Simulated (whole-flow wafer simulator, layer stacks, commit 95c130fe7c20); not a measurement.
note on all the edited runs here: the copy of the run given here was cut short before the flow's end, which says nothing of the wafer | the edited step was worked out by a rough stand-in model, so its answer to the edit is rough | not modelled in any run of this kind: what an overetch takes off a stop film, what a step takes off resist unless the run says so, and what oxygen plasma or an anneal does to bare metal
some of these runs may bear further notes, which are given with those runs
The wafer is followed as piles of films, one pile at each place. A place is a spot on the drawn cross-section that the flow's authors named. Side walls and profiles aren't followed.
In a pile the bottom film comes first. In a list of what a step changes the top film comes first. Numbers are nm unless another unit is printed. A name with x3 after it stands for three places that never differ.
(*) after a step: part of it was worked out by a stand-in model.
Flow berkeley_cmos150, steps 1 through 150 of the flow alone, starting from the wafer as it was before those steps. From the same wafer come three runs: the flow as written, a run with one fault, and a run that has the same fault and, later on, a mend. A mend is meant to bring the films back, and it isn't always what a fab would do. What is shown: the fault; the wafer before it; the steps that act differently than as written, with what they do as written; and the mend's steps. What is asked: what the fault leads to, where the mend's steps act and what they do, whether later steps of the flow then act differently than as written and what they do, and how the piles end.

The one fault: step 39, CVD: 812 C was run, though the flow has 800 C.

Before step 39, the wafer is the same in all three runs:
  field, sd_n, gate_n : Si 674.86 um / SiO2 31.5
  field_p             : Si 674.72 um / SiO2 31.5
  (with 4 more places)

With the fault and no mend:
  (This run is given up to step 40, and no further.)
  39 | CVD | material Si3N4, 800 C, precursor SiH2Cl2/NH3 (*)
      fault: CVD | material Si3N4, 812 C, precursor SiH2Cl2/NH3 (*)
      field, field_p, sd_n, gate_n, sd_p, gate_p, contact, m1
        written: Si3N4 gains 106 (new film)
        fault: Si3N4 gains 119.1 (new film)
  Every later step of the flow up to step 40 that is run acts as written at every place that is followed.
  The piles after step 40 differ from the flow's at field, field_p, sd_n, gate_n, sd_p, gate_p, contact, m1 by more than 2% or 0.5 nm, whichever is larger.
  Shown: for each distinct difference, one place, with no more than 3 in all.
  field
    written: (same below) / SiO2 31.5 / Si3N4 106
    fault: (same below) / SiO2 31.5 / Si3N4 119.1

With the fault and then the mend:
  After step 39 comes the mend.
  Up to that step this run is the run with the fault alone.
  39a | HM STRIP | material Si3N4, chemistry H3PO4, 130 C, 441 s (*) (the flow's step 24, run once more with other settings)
      field, field_p, sd_n, gate_n, sd_p, gate_p, contact, m1
        Si3N4 loses 13.1
  Every later step of the flow that is run acts as written at every place that is followed.
  At every place that both follow, the piles at the end match the flow's.
